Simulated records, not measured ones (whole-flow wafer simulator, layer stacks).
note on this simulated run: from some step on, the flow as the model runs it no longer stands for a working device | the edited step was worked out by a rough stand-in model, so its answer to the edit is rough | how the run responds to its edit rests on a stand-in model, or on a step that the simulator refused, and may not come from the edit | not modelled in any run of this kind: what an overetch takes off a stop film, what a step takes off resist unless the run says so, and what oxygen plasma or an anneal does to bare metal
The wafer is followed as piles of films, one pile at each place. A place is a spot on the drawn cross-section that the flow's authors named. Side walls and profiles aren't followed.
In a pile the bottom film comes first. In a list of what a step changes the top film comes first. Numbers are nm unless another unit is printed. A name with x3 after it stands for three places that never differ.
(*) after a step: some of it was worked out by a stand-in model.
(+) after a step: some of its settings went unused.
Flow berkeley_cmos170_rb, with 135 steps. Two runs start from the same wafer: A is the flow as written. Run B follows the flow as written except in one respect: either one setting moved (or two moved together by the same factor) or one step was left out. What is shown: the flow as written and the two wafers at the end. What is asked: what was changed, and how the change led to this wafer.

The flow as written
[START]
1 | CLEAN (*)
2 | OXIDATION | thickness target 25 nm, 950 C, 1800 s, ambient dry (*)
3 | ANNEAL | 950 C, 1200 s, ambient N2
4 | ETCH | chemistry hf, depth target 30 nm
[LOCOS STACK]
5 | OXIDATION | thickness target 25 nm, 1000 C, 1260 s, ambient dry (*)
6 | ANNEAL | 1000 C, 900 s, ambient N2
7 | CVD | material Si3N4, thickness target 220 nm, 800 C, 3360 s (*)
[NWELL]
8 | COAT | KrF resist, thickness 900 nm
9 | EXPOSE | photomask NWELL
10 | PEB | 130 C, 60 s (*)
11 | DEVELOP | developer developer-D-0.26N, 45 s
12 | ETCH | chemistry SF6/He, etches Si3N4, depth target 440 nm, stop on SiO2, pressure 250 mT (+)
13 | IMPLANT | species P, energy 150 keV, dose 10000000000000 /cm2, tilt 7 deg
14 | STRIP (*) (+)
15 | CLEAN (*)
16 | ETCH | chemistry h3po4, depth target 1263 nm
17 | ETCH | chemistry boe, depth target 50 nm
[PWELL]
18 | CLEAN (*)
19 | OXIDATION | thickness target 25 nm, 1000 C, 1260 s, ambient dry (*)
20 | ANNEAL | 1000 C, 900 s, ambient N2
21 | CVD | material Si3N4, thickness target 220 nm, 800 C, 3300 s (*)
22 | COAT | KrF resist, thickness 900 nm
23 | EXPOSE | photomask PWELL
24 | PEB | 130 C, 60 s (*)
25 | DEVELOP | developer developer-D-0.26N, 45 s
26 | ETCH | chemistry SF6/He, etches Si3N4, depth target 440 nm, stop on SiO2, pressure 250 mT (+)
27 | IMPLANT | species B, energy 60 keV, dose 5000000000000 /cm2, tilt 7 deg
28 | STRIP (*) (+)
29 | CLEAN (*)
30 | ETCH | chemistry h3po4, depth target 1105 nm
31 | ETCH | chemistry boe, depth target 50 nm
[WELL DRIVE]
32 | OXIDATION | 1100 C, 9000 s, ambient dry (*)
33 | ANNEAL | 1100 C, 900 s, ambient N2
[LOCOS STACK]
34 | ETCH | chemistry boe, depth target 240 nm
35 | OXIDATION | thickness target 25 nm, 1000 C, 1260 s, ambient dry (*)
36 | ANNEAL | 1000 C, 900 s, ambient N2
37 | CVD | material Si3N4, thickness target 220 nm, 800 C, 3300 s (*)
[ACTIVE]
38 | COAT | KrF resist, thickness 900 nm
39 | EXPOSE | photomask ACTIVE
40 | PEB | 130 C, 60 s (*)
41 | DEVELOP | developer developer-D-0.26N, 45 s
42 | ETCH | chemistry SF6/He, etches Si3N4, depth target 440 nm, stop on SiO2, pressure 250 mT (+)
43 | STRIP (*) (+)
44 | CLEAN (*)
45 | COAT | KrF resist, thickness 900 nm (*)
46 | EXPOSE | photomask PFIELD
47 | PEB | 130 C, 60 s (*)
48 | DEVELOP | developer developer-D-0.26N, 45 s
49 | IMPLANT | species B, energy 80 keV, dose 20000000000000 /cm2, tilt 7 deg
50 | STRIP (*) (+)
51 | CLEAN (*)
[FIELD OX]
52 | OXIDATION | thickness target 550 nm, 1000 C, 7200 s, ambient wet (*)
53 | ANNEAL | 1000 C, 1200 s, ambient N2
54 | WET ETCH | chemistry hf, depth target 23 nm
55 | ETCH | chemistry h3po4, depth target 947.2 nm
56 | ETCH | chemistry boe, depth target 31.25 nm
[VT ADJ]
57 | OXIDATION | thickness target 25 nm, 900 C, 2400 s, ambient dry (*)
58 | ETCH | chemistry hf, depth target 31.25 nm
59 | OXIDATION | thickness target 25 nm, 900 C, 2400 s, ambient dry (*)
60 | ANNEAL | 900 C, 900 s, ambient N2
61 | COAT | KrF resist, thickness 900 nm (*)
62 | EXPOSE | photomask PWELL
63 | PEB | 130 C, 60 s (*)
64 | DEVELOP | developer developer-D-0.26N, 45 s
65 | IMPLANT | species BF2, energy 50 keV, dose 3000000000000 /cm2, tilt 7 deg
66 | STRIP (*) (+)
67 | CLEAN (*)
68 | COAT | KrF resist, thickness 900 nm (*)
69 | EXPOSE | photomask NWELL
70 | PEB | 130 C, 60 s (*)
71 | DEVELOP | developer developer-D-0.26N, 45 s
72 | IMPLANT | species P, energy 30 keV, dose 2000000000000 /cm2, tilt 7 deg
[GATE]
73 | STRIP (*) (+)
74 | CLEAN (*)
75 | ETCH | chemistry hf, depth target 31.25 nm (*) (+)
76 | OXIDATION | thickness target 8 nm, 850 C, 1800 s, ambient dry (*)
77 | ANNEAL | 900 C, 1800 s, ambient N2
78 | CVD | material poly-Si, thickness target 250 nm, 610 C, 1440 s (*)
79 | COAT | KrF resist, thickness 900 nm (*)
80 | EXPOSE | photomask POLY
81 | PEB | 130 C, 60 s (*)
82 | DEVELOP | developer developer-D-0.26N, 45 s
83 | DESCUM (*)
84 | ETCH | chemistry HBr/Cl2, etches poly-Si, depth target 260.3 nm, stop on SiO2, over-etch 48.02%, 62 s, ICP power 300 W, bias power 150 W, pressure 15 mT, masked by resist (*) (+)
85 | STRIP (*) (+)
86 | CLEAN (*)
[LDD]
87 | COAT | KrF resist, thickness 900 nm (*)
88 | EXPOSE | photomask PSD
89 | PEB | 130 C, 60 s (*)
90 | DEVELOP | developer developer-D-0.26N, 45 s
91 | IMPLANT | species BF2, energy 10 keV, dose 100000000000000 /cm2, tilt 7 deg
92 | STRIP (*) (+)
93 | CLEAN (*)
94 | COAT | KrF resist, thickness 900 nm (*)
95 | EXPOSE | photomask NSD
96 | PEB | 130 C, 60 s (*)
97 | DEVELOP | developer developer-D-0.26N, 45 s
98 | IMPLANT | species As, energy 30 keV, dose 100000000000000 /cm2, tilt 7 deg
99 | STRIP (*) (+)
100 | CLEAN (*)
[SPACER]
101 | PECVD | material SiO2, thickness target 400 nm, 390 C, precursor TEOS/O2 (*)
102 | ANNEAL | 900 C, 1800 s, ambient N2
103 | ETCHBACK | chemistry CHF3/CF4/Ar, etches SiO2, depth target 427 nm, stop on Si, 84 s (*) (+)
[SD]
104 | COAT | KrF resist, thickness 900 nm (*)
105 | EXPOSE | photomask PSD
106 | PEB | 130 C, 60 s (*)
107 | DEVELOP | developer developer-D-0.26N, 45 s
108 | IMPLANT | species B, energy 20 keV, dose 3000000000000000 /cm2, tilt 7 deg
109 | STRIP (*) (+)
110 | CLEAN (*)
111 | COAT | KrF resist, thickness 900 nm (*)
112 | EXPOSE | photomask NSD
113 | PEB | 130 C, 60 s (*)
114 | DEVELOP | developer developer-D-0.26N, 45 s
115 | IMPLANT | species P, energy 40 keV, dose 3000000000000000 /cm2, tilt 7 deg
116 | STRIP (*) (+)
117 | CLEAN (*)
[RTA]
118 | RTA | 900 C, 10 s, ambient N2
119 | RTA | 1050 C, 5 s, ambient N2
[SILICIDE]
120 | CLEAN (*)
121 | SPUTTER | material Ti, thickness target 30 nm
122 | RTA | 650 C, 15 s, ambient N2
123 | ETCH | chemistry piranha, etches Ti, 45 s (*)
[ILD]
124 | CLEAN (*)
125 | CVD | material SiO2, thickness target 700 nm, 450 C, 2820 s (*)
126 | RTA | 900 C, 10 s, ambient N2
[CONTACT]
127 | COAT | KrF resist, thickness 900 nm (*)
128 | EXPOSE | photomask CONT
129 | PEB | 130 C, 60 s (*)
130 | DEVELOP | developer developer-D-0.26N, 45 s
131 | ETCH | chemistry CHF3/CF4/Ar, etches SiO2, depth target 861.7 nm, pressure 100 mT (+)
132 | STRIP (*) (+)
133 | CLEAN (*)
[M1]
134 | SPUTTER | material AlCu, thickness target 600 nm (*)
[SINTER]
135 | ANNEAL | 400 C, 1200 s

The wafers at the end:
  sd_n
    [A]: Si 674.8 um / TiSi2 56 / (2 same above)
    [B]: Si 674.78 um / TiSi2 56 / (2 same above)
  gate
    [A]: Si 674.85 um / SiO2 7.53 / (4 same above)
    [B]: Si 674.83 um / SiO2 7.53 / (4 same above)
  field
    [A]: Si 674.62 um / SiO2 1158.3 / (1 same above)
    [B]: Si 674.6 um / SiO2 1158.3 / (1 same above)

Cause: step 2, OXIDATION: 1140 C was run, whereas the flow has 950 C.

Step by step, how the change led to this:
  2 | OXIDATION | thickness target 25 nm, 950 C, 1800 s, ambient dry (*)
      field, sd_n, spacer_n and 6 more: A +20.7 SiO2 (new film), -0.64 chemical SiO2 (all of it), -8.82 Si | B +93.9 SiO2 (new film), -0.64 chemical SiO2 (all of it), -41 Si
  4 | ETCH | chemistry hf, depth target 30 nm
      field, sd_n, spacer_n and 6 more: A -20.7 SiO2 (all of it) | B -30 SiO2
  5 | OXIDATION | thickness target 25 nm, 1000 C, 1260 s, ambient dry (*)
      field, sd_n, spacer_n and 6 more: A +26.6 SiO2 (new film), -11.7 Si | B +9.77 SiO2, -4.3 Si
  17 | ETCH | chemistry boe, depth target 50 nm
      field, sd_n, spacer_n and 6 more: A -26.6 SiO2 (all of it) | B -50 SiO2
  19 | OXIDATION | thickness target 25 nm, 1000 C, 1260 s, ambient dry (*)
      field, sd_n, spacer_n and 6 more: A +26.6 SiO2 (new film), -11.7 Si | B +13.2 SiO2, -5.8 Si
  31 | ETCH | chemistry boe, depth target 50 nm
      field, sd_n, spacer_n and 6 more: A -26.6 SiO2 (all of it) | B -36.8 SiO2 (all of it)
